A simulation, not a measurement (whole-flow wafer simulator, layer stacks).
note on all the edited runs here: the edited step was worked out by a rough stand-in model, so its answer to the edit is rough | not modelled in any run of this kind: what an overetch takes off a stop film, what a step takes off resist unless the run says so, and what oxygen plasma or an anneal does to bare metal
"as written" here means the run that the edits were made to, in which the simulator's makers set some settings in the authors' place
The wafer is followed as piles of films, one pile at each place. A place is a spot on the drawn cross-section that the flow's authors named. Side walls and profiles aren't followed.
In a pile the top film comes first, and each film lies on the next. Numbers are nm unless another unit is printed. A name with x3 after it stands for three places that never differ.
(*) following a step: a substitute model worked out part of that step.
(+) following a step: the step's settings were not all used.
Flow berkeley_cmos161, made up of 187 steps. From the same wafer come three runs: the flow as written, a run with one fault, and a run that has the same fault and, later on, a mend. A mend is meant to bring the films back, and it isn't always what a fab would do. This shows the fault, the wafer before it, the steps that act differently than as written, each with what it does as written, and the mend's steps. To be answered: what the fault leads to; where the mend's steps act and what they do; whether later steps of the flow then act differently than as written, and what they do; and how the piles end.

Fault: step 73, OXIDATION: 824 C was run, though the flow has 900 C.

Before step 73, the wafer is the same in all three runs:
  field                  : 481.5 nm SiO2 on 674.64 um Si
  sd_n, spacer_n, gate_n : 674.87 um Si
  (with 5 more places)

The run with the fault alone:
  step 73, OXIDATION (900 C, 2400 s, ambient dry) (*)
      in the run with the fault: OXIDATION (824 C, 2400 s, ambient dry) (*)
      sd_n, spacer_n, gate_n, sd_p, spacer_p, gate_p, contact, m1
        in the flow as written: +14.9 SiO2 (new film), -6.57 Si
        in the run with the fault: +6.75 SiO2 (new film), -2.97 Si
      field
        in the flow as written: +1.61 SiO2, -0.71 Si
        in the run with the fault: +0.37 SiO2, -0.16 Si
  Steps later in the flow that act otherwise than as written (not shown: 44 more steps that differ only slightly, by at most 2% or 0.5 nm, whichever is larger):
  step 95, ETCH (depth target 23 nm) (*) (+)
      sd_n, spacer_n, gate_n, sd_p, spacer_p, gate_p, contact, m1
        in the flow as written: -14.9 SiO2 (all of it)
        in the run with the fault: -6.75 SiO2 (all of it)
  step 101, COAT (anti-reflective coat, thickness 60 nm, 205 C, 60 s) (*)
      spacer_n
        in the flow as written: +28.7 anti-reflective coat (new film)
        in the run with the fault: +29.5 anti-reflective coat (new film)
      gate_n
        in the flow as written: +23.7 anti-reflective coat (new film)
        in the run with the fault: +24.5 anti-reflective coat (new film)
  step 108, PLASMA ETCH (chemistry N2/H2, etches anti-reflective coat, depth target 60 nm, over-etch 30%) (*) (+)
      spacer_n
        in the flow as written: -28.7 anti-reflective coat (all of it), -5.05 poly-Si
        in the run with the fault: -29.5 anti-reflective coat (all of it), -4.93 poly-Si
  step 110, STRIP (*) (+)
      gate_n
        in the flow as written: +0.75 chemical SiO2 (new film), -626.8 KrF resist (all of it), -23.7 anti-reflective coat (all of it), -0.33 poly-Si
        in the run with the fault: +0.75 chemical SiO2 (new film), -624.1 KrF resist (all of it), -24.5 anti-reflective coat (all of it), -0.33 poly-Si
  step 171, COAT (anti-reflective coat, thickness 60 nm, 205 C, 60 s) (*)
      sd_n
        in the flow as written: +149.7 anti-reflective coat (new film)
        in the run with the fault: +146.1 anti-reflective coat (new film)
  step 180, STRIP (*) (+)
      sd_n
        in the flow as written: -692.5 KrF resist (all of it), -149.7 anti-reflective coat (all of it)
        in the run with the fault: -693 KrF resist (all of it), -146.1 anti-reflective coat (all of it)
  At the end the piles are close to the flow's at the places that both follow, differing by at most 2% or 0.5 nm, whichever is larger.

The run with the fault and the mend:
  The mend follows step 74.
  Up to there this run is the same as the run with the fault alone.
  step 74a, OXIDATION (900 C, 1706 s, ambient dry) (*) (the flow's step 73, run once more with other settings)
      sd_n, spacer_n, gate_n, sd_p, spacer_p, gate_p, contact, m1
        +8.16 SiO2, -3.59 Si
      field
        +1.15 SiO2, -0.5 Si
  None of the later steps of the flow differs from how it acts as written, at any place that is followed, by more than 2% or 0.5 nm, whichever is larger.
  At the end the piles are close to the flow's at the places that both follow, differing by at most 2% or 0.5 nm, whichever is larger.
